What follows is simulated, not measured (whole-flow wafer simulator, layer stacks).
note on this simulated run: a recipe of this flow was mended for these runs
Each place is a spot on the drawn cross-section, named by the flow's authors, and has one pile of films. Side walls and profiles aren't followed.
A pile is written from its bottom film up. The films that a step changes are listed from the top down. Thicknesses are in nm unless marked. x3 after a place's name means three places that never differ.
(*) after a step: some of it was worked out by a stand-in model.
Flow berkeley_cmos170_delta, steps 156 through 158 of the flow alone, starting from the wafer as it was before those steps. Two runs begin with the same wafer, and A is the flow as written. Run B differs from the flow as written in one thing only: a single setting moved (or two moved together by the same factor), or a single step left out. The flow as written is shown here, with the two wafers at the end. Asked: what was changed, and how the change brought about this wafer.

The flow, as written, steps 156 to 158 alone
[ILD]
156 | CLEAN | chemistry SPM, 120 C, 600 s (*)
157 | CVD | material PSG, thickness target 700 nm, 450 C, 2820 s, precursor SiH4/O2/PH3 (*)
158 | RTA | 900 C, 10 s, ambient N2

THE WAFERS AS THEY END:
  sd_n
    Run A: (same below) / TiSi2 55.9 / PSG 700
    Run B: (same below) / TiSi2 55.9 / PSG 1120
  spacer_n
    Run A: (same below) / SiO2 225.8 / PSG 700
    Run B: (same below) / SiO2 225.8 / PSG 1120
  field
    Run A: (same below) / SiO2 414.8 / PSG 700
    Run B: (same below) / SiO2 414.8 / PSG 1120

What caused this: step 157, CVD: thickness target 1120 nm was run, though the flow has thickness target 700 nm; step 157, CVD: 4512 s was run, where the flow has 2820 s.
One can read it off the wafer: sd_n has PSG 1120, and step 157 as written asks for 700 nm.

How this came from the change, step by step:
  157 | CVD | material PSG, thickness target 700 nm, 450 C, 2820 s, precursor SiH4/O2/PH3 (*)
      field, sd_n, spacer_n, gate, spacer_p, gate_p, contact x2: A PSG gains 700 (new film) | B PSG gains 1120 (new film)
      sd_p: A PSG gains 659.7 (new film) | B PSG gains 1120 (new film)
